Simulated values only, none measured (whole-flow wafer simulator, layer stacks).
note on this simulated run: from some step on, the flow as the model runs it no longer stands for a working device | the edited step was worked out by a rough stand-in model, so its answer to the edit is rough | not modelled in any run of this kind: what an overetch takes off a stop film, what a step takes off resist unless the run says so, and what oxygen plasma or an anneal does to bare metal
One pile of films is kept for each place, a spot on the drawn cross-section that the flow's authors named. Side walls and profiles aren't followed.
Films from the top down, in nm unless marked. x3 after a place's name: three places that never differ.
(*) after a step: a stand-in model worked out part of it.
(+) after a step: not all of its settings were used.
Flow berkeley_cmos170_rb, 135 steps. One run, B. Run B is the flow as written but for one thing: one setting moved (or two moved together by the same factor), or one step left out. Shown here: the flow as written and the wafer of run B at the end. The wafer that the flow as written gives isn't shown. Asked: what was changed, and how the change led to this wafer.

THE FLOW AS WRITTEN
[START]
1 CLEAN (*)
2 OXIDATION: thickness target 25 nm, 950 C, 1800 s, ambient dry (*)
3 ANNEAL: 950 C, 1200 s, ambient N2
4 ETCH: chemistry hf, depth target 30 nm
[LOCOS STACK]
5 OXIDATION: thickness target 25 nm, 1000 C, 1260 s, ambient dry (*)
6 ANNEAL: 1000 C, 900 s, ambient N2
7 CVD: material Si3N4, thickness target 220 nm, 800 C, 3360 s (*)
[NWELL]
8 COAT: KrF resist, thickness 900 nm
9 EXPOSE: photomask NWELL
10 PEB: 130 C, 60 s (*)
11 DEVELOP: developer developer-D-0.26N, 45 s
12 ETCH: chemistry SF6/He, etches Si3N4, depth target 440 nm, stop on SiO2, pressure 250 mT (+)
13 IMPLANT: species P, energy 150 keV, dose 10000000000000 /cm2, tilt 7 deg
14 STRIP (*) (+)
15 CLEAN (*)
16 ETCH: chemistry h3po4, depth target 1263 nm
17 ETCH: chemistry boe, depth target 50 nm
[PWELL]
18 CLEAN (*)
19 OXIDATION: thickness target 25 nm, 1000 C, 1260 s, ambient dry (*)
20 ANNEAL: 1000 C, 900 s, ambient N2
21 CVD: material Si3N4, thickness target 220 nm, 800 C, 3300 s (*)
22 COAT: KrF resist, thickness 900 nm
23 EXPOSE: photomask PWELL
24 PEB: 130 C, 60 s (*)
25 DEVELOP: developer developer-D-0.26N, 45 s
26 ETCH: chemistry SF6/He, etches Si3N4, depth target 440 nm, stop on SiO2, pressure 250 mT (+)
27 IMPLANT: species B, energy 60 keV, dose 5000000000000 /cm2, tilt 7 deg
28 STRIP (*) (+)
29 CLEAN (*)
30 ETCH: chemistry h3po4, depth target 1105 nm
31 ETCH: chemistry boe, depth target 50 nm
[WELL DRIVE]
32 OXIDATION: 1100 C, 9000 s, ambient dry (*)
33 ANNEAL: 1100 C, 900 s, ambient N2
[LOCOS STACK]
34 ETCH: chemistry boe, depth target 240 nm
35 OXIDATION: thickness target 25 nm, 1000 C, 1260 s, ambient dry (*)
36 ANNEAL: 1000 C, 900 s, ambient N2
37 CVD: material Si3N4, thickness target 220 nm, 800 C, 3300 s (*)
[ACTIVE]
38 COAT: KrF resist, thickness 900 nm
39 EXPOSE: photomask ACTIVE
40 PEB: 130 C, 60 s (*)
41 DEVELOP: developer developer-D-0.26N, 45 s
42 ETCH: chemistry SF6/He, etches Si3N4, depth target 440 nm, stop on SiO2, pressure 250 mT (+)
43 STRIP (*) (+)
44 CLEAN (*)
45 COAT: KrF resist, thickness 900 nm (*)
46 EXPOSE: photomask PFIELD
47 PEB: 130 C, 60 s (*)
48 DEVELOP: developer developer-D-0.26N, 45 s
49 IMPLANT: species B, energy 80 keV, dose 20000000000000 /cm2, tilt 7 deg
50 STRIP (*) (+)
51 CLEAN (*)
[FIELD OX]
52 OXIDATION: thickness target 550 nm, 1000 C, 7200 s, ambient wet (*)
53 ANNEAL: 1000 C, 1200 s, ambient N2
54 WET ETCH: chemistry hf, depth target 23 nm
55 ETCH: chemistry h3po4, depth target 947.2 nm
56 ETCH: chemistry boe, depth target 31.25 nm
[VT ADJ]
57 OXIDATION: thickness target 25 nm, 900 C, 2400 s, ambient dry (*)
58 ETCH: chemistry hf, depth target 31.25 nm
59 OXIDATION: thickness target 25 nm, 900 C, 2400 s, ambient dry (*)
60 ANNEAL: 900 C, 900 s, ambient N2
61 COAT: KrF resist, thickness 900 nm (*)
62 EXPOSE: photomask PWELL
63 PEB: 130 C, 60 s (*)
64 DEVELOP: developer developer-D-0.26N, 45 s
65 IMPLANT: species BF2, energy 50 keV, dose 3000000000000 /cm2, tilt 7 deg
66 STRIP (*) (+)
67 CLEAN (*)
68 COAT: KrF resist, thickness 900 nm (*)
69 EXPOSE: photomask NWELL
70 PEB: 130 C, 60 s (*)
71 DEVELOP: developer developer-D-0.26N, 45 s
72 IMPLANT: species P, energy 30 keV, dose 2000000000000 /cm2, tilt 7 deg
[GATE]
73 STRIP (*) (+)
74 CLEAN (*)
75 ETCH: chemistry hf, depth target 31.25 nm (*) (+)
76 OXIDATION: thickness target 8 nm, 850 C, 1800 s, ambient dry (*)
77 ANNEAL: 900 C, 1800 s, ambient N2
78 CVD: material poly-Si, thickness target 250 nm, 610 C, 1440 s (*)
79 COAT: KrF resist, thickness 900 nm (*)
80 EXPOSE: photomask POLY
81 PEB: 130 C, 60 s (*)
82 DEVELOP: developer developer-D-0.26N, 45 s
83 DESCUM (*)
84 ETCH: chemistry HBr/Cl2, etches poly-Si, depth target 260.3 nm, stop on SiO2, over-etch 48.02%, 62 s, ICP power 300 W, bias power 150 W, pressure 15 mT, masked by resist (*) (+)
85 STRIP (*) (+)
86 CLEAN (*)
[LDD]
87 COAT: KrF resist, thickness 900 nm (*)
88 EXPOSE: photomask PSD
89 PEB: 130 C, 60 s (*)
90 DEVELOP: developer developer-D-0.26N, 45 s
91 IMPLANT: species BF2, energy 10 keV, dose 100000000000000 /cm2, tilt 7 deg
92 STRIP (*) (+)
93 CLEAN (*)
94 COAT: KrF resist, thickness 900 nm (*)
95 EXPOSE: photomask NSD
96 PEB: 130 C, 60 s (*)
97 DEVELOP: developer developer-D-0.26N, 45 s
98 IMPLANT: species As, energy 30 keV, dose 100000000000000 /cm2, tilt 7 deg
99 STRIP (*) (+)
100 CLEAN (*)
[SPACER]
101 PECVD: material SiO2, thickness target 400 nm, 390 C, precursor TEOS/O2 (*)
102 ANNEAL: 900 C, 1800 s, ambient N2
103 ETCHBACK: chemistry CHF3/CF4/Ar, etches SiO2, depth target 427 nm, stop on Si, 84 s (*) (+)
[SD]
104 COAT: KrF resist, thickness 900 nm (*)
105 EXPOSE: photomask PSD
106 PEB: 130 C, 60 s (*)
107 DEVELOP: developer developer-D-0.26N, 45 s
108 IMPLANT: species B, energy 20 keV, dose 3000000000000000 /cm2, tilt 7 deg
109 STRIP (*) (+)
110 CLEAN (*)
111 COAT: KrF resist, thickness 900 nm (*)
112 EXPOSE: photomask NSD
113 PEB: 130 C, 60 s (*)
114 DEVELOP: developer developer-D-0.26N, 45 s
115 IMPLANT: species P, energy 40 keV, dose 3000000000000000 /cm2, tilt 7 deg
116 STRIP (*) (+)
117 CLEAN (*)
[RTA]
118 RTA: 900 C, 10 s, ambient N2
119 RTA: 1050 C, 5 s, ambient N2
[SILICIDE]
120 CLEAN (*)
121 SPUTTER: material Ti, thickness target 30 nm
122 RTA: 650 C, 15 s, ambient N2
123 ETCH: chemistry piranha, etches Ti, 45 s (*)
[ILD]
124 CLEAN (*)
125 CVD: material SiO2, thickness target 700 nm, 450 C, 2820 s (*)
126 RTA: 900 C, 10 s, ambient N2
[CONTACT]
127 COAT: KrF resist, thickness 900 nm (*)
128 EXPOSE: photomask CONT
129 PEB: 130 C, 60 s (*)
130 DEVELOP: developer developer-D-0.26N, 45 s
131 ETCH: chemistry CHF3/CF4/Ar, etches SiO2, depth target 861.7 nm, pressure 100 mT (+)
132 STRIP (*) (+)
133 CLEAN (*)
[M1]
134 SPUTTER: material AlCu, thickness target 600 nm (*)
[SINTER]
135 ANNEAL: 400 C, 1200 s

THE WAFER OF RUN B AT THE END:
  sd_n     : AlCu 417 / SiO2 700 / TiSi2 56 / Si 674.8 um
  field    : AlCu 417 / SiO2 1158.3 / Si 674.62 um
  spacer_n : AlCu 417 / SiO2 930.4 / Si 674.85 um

The cause: step 134, SPUTTER: thickness target 417 nm was run, where the flow has thickness target 600 nm.
It can be read off the wafer: sd_n has AlCu 417, and step 134 as written asks for 600 nm.

How the change led to this, step by step:
  134 SPUTTER: material AlCu, thickness target 600 nm (*)
      field, sd_n, spacer_n, gate, spacer_p, gate_p, m1: AlCu +417 (new film) (as written it would be: AlCu +600 (new film))
      sd_p: AlCu +373.8 (new film) (as written it would be: AlCu +545.9 (new film))
      (and at 1 more place)
